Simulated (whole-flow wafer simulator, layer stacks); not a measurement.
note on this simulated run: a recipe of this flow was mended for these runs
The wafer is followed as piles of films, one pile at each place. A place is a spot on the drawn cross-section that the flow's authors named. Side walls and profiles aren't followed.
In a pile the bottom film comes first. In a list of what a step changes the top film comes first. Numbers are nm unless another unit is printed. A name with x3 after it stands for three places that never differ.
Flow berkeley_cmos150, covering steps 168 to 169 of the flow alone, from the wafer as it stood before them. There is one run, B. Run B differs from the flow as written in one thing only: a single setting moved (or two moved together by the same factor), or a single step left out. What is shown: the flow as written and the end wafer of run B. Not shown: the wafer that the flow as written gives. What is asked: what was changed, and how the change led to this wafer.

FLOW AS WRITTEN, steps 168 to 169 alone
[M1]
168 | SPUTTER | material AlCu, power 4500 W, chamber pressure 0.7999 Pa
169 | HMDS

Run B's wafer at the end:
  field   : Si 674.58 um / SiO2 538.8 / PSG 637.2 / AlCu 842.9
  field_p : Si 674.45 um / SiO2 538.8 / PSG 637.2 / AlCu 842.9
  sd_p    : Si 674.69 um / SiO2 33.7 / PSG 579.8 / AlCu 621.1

What caused this: step 168, SPUTTER: power 6120 W was run, while the flow as written has power 4500 W.

The path from the change to this, step by step:
  168 | SPUTTER | material AlCu, power 4500 W, chamber pressure 0.7999 Pa
      field, sd_n, gate_n, gate_p, m1: AlCu gains 842.9 (new film) (as written it would have been: AlCu gains 626.1 (new film))
      field_p: AlCu gains 842.9 (new film) (as written it would have been: AlCu gains 619.8 (new film))
      (also at 2 further places)
